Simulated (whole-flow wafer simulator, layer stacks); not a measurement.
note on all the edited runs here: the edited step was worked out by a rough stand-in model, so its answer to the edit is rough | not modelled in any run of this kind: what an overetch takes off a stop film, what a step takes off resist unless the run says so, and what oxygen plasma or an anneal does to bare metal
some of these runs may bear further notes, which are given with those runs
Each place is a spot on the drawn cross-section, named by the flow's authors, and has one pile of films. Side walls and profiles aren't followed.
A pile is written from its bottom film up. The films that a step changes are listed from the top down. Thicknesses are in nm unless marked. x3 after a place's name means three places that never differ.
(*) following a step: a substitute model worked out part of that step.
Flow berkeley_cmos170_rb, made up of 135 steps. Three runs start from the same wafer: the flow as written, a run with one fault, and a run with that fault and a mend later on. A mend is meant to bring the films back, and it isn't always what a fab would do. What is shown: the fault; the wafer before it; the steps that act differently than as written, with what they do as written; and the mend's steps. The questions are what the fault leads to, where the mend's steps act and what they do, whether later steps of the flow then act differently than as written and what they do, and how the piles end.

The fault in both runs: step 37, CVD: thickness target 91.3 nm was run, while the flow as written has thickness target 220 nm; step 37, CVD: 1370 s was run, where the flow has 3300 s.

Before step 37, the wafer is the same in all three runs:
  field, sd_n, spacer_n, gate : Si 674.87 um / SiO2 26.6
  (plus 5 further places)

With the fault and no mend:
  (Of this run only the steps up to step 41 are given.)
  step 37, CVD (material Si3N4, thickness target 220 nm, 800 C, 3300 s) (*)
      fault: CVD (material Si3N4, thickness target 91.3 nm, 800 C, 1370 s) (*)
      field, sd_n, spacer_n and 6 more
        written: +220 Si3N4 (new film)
        fault: +91.3 Si3N4 (new film)
  Every later step of the flow up to step 41 that is run acts as written at every place that is followed.
  Once step 41 is done, the piles at field, sd_n, spacer_n and 6 more depart from the flow's by more than 2% or 0.5 nm, whichever is larger.
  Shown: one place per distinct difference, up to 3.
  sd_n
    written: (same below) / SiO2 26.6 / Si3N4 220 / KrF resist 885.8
    fault: (same below) / SiO2 26.6 / Si3N4 91.3 / KrF resist 885.8
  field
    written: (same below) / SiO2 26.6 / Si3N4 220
    fault: (same below) / SiO2 26.6 / Si3N4 91.3

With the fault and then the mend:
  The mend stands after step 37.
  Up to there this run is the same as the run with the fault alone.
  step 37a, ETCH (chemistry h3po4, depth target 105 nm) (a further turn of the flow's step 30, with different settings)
      field, sd_n, spacer_n and 6 more
        -91.3 Si3N4 (all of it)
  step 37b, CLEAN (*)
      leaves every film unchanged at each place that is followed
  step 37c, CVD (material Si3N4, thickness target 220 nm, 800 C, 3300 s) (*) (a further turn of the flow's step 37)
      field, sd_n, spacer_n and 6 more
        +220 Si3N4 (new film)
  Every later step of the flow that is run acts as written at every place that is followed.
  At every place that both follow, the piles at the end match the flow's.
